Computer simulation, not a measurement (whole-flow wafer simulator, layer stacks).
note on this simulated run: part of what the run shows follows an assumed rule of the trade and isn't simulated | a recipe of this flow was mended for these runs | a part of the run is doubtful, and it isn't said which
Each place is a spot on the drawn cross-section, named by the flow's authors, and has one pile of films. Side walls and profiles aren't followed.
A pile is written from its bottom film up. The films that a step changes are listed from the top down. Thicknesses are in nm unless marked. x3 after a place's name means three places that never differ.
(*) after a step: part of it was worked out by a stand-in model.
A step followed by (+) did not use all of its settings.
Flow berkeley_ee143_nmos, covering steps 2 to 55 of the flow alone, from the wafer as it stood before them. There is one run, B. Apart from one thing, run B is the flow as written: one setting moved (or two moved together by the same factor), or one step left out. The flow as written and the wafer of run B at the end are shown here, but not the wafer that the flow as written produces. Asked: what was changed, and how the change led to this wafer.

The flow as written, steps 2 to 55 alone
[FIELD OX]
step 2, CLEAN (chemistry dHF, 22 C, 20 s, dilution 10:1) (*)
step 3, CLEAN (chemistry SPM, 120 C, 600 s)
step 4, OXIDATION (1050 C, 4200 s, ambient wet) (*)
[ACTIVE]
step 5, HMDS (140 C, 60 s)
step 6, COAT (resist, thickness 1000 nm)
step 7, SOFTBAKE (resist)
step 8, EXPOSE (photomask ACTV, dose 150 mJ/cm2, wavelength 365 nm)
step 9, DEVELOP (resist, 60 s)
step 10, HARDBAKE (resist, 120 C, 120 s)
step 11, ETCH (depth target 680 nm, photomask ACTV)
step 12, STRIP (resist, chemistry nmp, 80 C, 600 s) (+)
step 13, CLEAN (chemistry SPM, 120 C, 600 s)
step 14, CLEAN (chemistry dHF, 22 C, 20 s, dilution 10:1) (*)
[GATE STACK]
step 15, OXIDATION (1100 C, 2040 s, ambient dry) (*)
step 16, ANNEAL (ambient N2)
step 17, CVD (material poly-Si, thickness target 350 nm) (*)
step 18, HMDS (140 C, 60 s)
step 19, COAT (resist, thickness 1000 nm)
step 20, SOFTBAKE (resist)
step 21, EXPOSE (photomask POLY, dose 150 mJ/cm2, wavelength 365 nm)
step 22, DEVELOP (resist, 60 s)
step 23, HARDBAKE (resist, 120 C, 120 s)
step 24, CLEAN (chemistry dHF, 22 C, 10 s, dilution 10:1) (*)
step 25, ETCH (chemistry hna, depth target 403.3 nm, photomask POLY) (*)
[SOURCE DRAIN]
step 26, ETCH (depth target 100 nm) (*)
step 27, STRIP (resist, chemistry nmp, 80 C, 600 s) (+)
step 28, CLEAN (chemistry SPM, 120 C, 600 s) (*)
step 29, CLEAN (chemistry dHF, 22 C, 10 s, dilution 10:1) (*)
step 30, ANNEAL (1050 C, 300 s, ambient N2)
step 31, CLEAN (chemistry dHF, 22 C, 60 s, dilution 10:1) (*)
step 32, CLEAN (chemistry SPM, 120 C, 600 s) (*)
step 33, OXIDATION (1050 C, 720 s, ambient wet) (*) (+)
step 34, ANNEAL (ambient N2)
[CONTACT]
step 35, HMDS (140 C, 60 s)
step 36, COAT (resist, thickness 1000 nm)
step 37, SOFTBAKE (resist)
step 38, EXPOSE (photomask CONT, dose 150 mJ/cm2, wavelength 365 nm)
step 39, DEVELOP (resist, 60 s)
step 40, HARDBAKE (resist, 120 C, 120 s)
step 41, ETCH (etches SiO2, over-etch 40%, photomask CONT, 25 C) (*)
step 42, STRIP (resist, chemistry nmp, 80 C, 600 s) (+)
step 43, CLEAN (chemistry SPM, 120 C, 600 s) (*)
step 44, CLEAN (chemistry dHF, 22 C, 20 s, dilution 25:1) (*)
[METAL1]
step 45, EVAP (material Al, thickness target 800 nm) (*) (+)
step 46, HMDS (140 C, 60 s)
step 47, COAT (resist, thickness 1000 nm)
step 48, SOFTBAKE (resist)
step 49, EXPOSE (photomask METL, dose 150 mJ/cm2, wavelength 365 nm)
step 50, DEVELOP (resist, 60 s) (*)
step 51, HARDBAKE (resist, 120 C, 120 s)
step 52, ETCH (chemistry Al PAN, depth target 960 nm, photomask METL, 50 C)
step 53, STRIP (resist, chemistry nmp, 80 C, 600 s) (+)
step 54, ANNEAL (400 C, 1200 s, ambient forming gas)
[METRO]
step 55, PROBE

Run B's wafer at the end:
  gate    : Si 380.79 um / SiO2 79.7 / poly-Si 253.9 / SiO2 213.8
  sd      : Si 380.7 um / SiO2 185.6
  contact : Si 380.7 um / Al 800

What caused this: step 4, OXIDATION: 2400 s was run, while the flow as written has 4200 s.

Step by step, how the change led to this:
  step 4, OXIDATION (1050 C, 4200 s, ambient wet) (*)
      gate, sd, contact, field: +403.3 SiO2 (new film), -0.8 chemical SiO2 (all of it), -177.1 Si (as written it would have been: +566.4 SiO2 (new film), -0.8 chemical SiO2 (all of it), -248.8 Si)
  step 11, ETCH (depth target 680 nm, photomask ACTV)
      gate, sd, contact: -403.3 SiO2 (all of it) (as written it would have been: -566.4 SiO2 (all of it))
  step 15, OXIDATION (1100 C, 2040 s, ambient dry) (*)
      field: +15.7 SiO2, -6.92 Si (as written it would have been: +11.8 SiO2, -5.18 Si)
  step 19, COAT (resist, thickness 1000 nm)
      gate: +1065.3 resist (new film) (as written it would have been: +1093.4 resist (new film))
      contact: +1064.4 resist (new film) (as written it would have been: +1092 resist (new film))
      (also at 1 further place)
  step 22, DEVELOP (resist, 60 s)
      contact: -1064.4 resist (all of it) (as written it would have been: -1092 resist (all of it))
      field: -782 resist (all of it) (as written it would have been: -689.8 resist (all of it))
  step 23, HARDBAKE (resist, 120 C, 120 s)
      gate: -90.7 resist (as written it would have been: -93.2 resist)
  step 27, STRIP (resist, chemistry nmp, 80 C, 600 s) (+)
      gate: -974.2 resist (all of it) (as written it would have been: -999.8 resist (all of it))
  step 33, OXIDATION (1050 C, 720 s, ambient wet) (*) (+)
      field: +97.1 SiO2, -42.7 Si (as written it would have been: +73.9 SiO2, -32.5 Si)
  step 36, COAT (resist, thickness 1000 nm)
      gate: +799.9 resist (new film) (as written it would have been: +822.5 resist (new film))
      field: +947.1 resist (new film) (as written it would have been: +850.4 resist (new film))
  step 40, HARDBAKE (resist, 120 C, 120 s)
      gate: -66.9 resist (as written it would have been: -69 resist)
      field: -80.1 resist (as written it would have been: -71.4 resist)
  step 42, STRIP (resist, chemistry nmp, 80 C, 600 s) (+)
      gate: -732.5 resist (all of it) (as written it would have been: -753.2 resist (all of it))
      field: -866.7 resist (all of it) (as written it would have been: -778.6 resist (all of it))
  step 47, COAT (resist, thickness 1000 nm)
      gate: +809.4 resist (new film) (as written it would have been: +834.7 resist (new film))
      field: +945.7 resist (new film) (as written it would have been: +854.5 resist (new film))
  step 50, DEVELOP (resist, 60 s) (*)
      gate: -809.4 resist (all of it), -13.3 Al (as written it would have been: -834.7 resist (all of it), -13.3 Al)
      field: -945.7 resist (all of it), -13.3 Al (as written it would have been: -854.5 resist (all of it), -13.3 Al)
  step 51, HARDBAKE (resist, 120 C, 120 s)
      contact: -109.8 resist (as written it would have been: -112.2 resist)
